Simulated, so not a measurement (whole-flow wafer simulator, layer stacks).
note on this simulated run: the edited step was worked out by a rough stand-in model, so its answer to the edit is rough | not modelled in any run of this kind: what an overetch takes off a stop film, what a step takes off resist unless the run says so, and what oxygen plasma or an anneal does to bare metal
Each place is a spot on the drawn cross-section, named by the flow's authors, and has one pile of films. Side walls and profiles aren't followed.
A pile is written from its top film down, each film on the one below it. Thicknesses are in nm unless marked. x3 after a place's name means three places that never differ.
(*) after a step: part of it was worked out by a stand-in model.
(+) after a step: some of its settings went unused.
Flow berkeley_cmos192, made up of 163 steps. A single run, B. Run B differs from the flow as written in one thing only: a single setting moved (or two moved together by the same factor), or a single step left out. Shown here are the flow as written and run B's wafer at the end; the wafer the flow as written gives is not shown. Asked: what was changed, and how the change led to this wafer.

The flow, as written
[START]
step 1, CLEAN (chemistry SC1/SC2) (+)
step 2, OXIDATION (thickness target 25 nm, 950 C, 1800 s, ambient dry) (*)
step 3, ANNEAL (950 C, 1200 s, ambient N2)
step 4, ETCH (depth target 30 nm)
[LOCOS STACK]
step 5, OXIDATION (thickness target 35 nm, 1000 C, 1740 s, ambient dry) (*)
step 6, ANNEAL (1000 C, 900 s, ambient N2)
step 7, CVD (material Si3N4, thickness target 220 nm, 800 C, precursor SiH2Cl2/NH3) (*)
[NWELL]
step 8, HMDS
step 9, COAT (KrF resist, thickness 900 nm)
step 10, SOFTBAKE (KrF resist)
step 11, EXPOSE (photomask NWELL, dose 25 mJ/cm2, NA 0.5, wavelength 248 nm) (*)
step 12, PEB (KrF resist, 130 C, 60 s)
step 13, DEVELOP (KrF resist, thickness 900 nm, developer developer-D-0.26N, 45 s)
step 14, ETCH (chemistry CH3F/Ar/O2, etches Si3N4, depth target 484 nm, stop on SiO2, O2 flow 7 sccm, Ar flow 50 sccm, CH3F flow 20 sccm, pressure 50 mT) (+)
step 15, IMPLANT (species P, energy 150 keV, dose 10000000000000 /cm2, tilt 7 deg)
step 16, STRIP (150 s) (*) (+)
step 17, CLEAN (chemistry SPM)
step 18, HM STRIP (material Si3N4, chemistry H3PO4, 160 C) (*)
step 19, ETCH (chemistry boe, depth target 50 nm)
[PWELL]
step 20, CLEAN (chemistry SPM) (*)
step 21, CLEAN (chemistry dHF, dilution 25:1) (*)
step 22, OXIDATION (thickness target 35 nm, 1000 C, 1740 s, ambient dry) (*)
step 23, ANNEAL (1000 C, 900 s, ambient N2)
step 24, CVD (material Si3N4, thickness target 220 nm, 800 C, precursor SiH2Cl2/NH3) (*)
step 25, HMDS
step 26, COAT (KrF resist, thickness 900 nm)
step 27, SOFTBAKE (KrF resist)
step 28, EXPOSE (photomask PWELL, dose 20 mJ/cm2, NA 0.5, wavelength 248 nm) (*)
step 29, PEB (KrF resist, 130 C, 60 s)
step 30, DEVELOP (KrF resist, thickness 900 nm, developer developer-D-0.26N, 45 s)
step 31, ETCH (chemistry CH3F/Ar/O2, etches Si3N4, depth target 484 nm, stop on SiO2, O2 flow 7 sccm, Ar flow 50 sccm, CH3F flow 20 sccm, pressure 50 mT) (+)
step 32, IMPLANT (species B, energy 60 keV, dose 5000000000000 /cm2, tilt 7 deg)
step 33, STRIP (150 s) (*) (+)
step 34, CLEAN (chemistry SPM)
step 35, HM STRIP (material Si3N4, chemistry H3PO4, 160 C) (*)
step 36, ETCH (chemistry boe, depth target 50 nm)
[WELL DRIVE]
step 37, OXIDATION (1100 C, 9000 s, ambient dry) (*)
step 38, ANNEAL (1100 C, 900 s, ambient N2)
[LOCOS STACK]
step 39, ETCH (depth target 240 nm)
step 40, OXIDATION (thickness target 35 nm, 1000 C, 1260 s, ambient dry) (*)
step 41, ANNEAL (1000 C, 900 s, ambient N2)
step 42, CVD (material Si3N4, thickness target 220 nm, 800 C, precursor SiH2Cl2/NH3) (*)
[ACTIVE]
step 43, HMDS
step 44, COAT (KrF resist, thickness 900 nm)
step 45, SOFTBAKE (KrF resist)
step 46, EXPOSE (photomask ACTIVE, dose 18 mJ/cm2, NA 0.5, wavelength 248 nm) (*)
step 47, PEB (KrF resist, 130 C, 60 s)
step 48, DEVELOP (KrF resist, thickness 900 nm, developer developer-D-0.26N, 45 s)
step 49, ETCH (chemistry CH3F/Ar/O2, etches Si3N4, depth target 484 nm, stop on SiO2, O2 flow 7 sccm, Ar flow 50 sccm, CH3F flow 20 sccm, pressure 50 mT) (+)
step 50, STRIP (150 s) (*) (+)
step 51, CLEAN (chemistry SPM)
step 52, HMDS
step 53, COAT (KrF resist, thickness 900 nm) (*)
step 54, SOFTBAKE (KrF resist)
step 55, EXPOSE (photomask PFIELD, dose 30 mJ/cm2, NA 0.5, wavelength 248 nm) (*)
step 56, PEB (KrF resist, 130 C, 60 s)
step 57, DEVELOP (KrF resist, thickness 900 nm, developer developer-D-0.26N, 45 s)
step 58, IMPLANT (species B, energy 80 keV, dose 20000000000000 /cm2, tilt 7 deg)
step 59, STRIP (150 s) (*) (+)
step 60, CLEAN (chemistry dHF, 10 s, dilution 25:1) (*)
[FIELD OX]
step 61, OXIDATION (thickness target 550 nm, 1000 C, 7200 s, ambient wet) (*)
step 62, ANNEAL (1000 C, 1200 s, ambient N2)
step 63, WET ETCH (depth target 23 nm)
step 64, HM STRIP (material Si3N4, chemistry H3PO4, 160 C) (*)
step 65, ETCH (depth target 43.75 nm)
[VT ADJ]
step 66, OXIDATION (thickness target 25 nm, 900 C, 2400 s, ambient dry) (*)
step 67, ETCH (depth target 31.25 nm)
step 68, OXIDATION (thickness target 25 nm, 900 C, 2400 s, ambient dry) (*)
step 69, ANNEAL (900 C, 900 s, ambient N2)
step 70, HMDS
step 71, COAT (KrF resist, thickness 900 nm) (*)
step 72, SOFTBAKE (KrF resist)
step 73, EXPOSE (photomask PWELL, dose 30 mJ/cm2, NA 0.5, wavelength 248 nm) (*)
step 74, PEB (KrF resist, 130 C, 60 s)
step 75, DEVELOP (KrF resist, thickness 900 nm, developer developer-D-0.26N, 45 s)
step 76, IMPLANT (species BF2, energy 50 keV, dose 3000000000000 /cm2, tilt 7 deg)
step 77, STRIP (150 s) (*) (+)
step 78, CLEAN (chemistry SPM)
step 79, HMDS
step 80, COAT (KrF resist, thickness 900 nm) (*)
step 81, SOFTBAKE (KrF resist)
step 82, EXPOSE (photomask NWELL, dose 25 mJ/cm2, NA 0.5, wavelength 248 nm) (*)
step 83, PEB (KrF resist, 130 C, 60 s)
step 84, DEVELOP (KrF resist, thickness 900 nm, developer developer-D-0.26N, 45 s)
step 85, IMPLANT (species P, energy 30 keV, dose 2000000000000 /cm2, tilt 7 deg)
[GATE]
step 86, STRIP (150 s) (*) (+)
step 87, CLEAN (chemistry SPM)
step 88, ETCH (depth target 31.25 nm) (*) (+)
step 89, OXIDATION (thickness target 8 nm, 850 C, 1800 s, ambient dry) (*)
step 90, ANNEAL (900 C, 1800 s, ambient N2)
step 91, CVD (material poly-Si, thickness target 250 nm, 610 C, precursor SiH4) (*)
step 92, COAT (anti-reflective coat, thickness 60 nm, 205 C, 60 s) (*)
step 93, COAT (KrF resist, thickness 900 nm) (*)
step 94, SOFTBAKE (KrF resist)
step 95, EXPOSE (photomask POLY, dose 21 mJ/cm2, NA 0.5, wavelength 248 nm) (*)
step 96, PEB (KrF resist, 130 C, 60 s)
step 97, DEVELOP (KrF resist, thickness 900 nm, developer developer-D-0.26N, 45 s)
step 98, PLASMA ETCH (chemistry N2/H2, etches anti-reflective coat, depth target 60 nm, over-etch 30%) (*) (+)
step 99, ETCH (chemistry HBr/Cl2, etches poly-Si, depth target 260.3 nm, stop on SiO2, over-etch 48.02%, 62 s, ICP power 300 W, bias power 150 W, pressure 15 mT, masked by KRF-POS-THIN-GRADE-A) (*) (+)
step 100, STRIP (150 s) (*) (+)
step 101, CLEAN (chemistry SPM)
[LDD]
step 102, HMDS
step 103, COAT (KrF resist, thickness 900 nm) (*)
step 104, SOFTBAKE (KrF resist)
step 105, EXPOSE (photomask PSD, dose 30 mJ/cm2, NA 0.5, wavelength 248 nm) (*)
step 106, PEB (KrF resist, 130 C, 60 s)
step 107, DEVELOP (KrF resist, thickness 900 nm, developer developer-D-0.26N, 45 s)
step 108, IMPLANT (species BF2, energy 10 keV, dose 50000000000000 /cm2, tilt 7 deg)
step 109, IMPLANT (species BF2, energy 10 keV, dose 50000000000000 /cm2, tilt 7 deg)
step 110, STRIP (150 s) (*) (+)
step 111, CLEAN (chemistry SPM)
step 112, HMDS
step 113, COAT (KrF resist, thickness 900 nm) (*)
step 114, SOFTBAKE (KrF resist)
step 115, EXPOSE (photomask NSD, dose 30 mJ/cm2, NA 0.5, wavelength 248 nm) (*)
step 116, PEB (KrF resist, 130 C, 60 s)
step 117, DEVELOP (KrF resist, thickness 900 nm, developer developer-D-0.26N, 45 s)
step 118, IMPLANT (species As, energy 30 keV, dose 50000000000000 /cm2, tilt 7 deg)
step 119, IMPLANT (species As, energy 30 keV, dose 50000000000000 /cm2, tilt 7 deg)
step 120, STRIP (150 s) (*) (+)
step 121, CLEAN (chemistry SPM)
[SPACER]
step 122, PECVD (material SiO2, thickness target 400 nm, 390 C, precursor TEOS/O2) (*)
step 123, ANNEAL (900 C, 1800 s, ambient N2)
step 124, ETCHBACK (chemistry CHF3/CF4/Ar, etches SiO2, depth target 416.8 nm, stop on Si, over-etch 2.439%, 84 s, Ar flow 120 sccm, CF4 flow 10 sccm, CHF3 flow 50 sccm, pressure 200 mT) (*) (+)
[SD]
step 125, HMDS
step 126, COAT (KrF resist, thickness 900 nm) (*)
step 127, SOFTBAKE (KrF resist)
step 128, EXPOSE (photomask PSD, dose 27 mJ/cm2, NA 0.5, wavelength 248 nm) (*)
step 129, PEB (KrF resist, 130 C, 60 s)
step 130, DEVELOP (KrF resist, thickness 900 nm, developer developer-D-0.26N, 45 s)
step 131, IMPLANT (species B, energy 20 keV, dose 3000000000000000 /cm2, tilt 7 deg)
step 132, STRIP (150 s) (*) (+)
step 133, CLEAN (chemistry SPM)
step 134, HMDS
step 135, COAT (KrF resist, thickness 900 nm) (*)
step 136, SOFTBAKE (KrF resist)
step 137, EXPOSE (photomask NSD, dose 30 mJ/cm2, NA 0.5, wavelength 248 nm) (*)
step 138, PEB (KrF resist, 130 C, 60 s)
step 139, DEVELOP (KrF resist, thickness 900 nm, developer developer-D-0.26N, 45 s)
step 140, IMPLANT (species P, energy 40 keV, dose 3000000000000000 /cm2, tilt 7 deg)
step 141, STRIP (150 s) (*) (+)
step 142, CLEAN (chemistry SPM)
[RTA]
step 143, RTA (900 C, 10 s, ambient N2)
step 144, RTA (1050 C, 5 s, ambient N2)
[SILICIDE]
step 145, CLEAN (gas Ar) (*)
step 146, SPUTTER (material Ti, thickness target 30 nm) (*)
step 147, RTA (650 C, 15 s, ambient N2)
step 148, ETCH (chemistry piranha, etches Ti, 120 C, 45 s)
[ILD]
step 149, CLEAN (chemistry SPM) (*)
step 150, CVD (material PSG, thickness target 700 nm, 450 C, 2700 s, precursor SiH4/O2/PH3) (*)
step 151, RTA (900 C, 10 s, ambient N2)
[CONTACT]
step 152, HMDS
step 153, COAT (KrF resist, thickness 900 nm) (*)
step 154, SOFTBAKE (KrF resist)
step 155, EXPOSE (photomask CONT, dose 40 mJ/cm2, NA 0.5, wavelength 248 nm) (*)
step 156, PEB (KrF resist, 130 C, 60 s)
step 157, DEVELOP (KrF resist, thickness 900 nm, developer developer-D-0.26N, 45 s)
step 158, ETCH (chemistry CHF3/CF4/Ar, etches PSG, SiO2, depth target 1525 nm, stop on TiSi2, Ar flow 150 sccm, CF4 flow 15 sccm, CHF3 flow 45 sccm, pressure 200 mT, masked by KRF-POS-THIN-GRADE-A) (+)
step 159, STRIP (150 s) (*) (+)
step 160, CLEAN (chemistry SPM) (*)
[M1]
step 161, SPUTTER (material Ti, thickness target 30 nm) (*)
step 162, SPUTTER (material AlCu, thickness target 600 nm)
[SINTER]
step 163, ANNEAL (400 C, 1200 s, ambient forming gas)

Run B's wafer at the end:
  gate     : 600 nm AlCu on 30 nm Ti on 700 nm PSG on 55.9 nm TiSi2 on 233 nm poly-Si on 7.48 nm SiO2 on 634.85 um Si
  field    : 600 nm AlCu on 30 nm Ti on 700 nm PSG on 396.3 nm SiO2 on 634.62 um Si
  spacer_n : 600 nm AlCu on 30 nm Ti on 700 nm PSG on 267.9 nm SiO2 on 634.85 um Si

Cause: step 91, CVD: thickness target 292 nm was run, though the flow has thickness target 250 nm.

How this came from the change, step by step:
  step 91, CVD (material poly-Si, thickness target 250 nm, 610 C, precursor SiH4) (*)
      field, sd_n, spacer_n and 6 more: +292 poly-Si (new film) (in the flow as written it would be: +250 poly-Si (new film))
  step 99, ETCH (chemistry HBr/Cl2, etches poly-Si, depth target 260.3 nm, stop on SiO2, over-etch 48.02%, 62 s, ICP power 300 W, bias power 150 W, pressure 15 mT, masked by KRF-POS-THIN-GRADE-A) (*) (+)
      spacer_n, spacer_p: -287.7 poly-Si (all of it), -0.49 SiO2 (in the flow as written it would be: -245.8 poly-Si (all of it), -1.74 SiO2)
      field: -287.8 poly-Si (all of it), -0.49 SiO2 (in the flow as written it would be: -245.8 poly-Si (all of it), -1.74 SiO2)
      (also at 4 further places)
  step 103, COAT (KrF resist, thickness 900 nm) (*)
      gate: +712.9 KrF resist (new film) (in the flow as written it would be: +748 KrF resist (new film))
      gate_p: +709 KrF resist (new film) (in the flow as written it would be: +744.1 KrF resist (new film))
  step 107, DEVELOP (KrF resist, thickness 900 nm, developer developer-D-0.26N, 45 s)
      gate_p: -708 KrF resist (all of it) (in the flow as written it would be: -742.9 KrF resist (all of it))
  step 110, STRIP (150 s) (*) (+)
      gate: -697.7 KrF resist (all of it), +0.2 chemical SiO2, -0.09 poly-Si (in the flow as written it would be: -732.7 KrF resist (all of it), +0.2 chemical SiO2, -0.09 poly-Si)
  step 113, COAT (KrF resist, thickness 900 nm) (*)
      gate: +712.9 KrF resist (new film) (in the flow as written it would be: +747.9 KrF resist (new film))
      gate_p: +708.9 KrF resist (new film) (in the flow as written it would be: +743.9 KrF resist (new film))
  step 117, DEVELOP (KrF resist, thickness 900 nm, developer developer-D-0.26N, 45 s)
      gate: -711.8 KrF resist (all of it) (in the flow as written it would be: -746.8 KrF resist (all of it))
  step 120, STRIP (150 s) (*) (+)
      gate_p: -693.6 KrF resist (all of it), +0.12 chemical SiO2, -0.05 poly-Si (in the flow as written it would be: -728.6 KrF resist (all of it), +0.12 chemical SiO2, -0.05 poly-Si)
  step 124, ETCHBACK (chemistry CHF3/CF4/Ar, etches SiO2, depth target 416.8 nm, stop on Si, over-etch 2.439%, 84 s, Ar flow 120 sccm, CF4 flow 10 sccm, CHF3 flow 50 sccm, pressure 200 mT) (*) (+)
      spacer_n: -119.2 SiO2 (in the flow as written it would be: -160 SiO2)
      spacer_p: -119.2 SiO2 (in the flow as written it would be: -159.9 SiO2)
  step 126, COAT (KrF resist, thickness 900 nm) (*)
      spacer_n: +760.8 KrF resist (new film) (in the flow as written it would be: +791.6 KrF resist (new film))
      gate: +741.4 KrF resist (new film) (in the flow as written it would be: +771.5 KrF resist (new film))
      (also at 2 further places)
  step 130, DEVELOP (KrF resist, thickness 900 nm, developer developer-D-0.26N, 45 s)
      spacer_p: -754 KrF resist (all of it) (in the flow as written it would be: -784.6 KrF resist (all of it))
      gate_p: -734.4 KrF resist (all of it) (in the flow as written it would be: -764.3 KrF resist (all of it))
  step 132, STRIP (150 s) (*) (+)
      spacer_n: -745.4 KrF resist (all of it) (in the flow as written it would be: -776.1 KrF resist (all of it))
      gate: +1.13 chemical SiO2 (new film), -726.1 KrF resist (all of it), -0.5 poly-Si (in the flow as written it would be: +1.13 chemical SiO2 (new film), -756.1 KrF resist (all of it), -0.5 poly-Si)
  step 135, COAT (KrF resist, thickness 900 nm) (*)
      spacer_n: +761.1 KrF resist (new film) (in the flow as written it would be: +791.1 KrF resist (new film))
      gate: +741.1 KrF resist (new film) (in the flow as written it would be: +770.3 KrF resist (new film))
      (also at 2 further places)
  step 139, DEVELOP (KrF resist, thickness 900 nm, developer developer-D-0.26N, 45 s)
      spacer_n: -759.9 KrF resist (all of it) (in the flow as written it would be: -789.9 KrF resist (all of it))
      gate: -739.9 KrF resist (all of it) (in the flow as written it would be: -769.1 KrF resist (all of it))
  step 141, STRIP (150 s) (*) (+)
      spacer_p: -740.1 KrF resist (all of it) (in the flow as written it would be: -770.2 KrF resist (all of it))
      gate_p: -719.8 KrF resist (all of it), +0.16 chemical SiO2 (in the flow as written it would be: -749.1 KrF resist (all of it), +0.16 chemical SiO2)
  step 153, COAT (KrF resist, thickness 900 nm) (*)
      spacer_n: +806.9 KrF resist (new film) (in the flow as written it would be: +829.8 KrF resist (new film))
      gate: +789.2 KrF resist (new film) (in the flow as written it would be: +809.7 KrF resist (new film))
      (also at 2 further places)
  step 159, STRIP (150 s) (*) (+)
      spacer_n: -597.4 KrF resist (all of it) (in the flow as written it would be: -620.3 KrF resist (all of it))
      gate: -579.7 KrF resist (all of it) (in the flow as written it would be: -600.1 KrF resist (all of it))
      (also at 2 further places)
